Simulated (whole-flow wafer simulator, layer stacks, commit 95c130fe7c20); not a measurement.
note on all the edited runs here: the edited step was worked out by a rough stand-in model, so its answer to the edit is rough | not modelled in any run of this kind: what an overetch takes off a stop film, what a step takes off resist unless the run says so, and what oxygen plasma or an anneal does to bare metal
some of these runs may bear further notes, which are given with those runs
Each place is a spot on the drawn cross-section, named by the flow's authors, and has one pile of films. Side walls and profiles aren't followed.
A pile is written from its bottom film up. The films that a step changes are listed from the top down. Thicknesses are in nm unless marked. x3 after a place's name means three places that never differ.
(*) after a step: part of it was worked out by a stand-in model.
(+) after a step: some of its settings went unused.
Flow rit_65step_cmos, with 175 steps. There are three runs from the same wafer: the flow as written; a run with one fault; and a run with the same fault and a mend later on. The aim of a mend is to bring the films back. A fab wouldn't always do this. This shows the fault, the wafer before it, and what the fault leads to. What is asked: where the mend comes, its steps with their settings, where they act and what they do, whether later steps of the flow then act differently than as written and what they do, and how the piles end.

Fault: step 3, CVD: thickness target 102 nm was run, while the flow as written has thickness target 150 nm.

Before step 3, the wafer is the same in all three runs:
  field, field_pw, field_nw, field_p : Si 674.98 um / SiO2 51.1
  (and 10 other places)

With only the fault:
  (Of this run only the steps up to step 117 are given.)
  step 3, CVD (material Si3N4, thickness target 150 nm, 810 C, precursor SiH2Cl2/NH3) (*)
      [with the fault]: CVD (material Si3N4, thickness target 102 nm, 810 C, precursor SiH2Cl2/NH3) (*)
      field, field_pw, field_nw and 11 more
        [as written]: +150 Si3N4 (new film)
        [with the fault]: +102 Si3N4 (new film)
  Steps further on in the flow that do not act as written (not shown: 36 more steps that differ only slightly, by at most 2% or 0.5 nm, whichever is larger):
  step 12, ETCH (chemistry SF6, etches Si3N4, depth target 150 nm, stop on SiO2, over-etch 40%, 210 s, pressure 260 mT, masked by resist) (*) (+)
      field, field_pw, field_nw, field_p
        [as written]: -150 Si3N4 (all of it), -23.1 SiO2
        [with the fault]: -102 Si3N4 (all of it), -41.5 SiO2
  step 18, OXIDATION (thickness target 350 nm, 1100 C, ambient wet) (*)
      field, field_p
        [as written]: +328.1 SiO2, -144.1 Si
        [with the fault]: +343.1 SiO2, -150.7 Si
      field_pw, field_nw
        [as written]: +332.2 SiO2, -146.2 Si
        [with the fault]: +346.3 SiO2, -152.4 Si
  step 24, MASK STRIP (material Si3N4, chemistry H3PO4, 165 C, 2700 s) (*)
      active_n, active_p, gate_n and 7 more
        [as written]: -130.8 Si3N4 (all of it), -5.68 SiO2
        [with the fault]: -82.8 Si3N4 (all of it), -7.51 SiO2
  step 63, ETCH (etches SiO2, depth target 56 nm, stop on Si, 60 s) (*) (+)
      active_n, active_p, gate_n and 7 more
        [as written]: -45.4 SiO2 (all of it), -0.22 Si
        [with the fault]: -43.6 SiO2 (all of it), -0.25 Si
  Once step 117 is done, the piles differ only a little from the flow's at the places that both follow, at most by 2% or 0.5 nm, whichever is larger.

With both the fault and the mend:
  After step 11 comes the mend.
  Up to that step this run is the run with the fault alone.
  step 11a, STRIP (resist, chemistry O2, 180 s) (*)
      active_n, active_p, gate_n and 7 more
        -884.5 resist (all of it)
  step 11b, CLEAN (chemistry SC2, 75 C, 600 s)
      does not change any film at any place that is followed
  step 11c, CVD (material Si3N4, thickness target 48 nm, 810 C, precursor SiH2Cl2/NH3) (*) (a further turn of the flow's step 3, with different settings)
      field, field_pw, field_nw and 11 more
        +48 Si3N4
  step 11d, HMDS (140 C, 60 s) (a further turn of the flow's step 5)
      does not change any film at any place that is followed
  step 11e, COAT (resist, thickness 1000 nm) (a further turn of the flow's step 6)
      field, field_pw, field_nw and 11 more
        +1000 resist (new film)
  step 11f, SOFTBAKE (resist, 90 C, 60 s) (a further turn of the flow's step 7)
      does not change any film at any place that is followed
  step 11g, EXPOSE (photomask M1, dose 225 mJ/cm2, NA 0.6, wavelength 365 nm) (a further turn of the flow's step 8)
      does not change any film at any place that is followed
  step 11h, PEB (resist, 110 C, 60 s) (a further turn of the flow's step 9)
      field, field_pw, field_nw and 11 more
        -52 resist
  step 11i, DEVELOP (resist, thickness 1000 nm, 50 s) (a further turn of the flow's step 10)
      field, field_pw, field_nw, field_p
        -948 resist (all of it)
  step 11j, HARDBAKE (resist, 140 C, 60 s) (a further turn of the flow's step 11)
      active_n, active_p, gate_n and 7 more
        -63.5 resist
  None of the later steps of the flow acts differently than as written at any place that is followed.
  The piles end the same as the flow's at every place that both follow.
